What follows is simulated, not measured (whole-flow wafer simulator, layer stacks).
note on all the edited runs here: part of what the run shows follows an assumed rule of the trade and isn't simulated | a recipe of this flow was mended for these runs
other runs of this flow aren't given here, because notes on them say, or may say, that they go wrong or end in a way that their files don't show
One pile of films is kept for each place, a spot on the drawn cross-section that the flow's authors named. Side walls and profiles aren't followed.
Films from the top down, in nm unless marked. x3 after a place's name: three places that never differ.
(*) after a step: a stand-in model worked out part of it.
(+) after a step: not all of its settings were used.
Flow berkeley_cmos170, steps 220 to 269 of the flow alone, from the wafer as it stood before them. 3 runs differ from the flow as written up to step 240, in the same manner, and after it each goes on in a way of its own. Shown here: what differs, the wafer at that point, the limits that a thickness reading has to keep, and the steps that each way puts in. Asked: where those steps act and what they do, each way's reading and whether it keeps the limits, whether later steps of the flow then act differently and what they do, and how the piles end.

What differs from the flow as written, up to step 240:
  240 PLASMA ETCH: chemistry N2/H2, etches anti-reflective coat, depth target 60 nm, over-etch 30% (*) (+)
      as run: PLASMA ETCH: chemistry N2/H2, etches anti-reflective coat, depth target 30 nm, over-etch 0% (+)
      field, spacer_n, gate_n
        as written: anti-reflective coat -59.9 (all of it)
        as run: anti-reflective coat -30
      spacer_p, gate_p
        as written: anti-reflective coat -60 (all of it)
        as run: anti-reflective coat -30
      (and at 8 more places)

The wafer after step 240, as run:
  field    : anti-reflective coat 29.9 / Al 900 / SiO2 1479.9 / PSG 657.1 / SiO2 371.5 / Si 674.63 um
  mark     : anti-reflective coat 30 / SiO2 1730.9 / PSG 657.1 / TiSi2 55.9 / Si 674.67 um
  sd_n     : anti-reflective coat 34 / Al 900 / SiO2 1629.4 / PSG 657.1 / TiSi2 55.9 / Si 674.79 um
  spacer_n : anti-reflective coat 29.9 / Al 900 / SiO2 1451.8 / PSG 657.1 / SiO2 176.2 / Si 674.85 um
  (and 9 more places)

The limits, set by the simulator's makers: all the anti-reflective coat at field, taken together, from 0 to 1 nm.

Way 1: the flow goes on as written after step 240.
  The reading after step 240: 29.9 nm, outside the limits.
  Later steps of the flow that act differently than as written:
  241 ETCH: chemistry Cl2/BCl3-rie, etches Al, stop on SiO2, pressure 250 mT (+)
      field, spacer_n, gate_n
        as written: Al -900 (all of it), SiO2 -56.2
        this way: anti-reflective coat -29.9 (all of it), Al -900 (all of it), SiO2 -56.2
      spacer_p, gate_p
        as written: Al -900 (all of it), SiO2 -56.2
        this way: anti-reflective coat -30 (all of it), Al -900 (all of it), SiO2 -56.2
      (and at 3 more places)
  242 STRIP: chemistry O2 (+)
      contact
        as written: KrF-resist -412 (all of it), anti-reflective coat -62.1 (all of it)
        this way: KrF-resist -465.2 (all of it), anti-reflective coat -62.1 (all of it)
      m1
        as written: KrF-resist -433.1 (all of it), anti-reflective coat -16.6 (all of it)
        this way: KrF-resist -486.3 (all of it), anti-reflective coat -16.6 (all of it)
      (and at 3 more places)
  At the end the piles differ from the flow's only slightly at the places that both follow, by at most 2% or 0.5 nm, whichever is larger.

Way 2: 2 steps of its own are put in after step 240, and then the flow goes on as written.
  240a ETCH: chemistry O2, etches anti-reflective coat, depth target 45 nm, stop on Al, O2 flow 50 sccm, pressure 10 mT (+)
      contact, m1, via1, m2, via2
        KrF-resist -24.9
      field, spacer_n, gate_n
        anti-reflective coat -29.9 (all of it)
      spacer_p, gate_p
        anti-reflective coat -30 (all of it)
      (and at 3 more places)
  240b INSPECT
      changes no film at any place that is followed
  The reading after step 240b: 0 nm, within the limits.
  Later steps of the flow that act differently than as written:
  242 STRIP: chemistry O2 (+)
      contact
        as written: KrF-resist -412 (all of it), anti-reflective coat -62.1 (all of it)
        this way: KrF-resist -440.3 (all of it), anti-reflective coat -62.1 (all of it)
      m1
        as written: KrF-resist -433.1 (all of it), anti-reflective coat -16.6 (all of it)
        this way: KrF-resist -461.4 (all of it), anti-reflective coat -16.6 (all of it)
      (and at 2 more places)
  At the end the piles differ from the flow's only slightly at the places that both follow, by at most 2% or 0.5 nm, whichever is larger.

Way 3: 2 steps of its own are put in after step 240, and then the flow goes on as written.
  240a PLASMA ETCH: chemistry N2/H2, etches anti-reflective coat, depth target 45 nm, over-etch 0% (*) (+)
      contact, m1, via1, m2, via2
        KrF-resist -45
      field, spacer_n, gate_n
        anti-reflective coat -29.9 (all of it)
      spacer_p, gate_p
        anti-reflective coat -30 (all of it)
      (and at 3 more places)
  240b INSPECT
      changes no film at any place that is followed
  The reading after step 240b: 0 nm, within the limits.
  Later steps of the flow that act differently than as written:
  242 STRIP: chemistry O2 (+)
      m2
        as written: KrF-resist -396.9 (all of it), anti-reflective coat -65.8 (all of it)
        this way: KrF-resist -405.1 (all of it), anti-reflective coat -65.8 (all of it)
  At the end the piles differ from the flow's only slightly at the places that both follow, by at most 2% or 0.5 nm, whichever is larger.

Within the limits: way 2, way 3. Outside them: way 1.
